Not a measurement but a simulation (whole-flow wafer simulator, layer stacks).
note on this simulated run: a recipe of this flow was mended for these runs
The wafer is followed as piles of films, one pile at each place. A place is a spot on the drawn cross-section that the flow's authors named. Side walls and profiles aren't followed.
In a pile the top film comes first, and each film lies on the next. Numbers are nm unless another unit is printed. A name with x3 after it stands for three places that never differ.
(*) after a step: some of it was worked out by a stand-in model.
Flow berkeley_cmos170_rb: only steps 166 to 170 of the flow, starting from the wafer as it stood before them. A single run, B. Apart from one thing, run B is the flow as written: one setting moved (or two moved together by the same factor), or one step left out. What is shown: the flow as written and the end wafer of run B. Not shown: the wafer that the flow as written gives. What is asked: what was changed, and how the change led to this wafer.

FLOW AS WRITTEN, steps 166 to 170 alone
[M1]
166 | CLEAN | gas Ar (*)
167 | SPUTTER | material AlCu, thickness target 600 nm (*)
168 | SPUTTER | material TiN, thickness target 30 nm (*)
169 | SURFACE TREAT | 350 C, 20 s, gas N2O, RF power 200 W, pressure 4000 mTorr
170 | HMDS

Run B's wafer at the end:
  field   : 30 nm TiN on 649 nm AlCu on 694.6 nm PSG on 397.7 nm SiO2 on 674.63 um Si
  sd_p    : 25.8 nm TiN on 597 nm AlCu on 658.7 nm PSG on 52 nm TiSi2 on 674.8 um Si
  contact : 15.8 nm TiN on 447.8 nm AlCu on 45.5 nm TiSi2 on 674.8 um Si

Cause: step 167, SPUTTER: thickness target 649 nm was run, though the flow has thickness target 600 nm.
One can read it off the wafer: field has AlCu 649, and step 167 as written asks for 600 nm.

The path from the change to this, step by step:
  167 | SPUTTER | material AlCu, thickness target 600 nm (*)
      field, sd_n, spacer_n, gate, spacer_p, gate_p, m1: AlCu gains 649 (new film) (it would be, as written: AlCu gains 600 (new film))
      sd_p: AlCu gains 597 (new film) (it would be, as written: AlCu gains 549.6 (new film))
      (and at 1 other place as well)
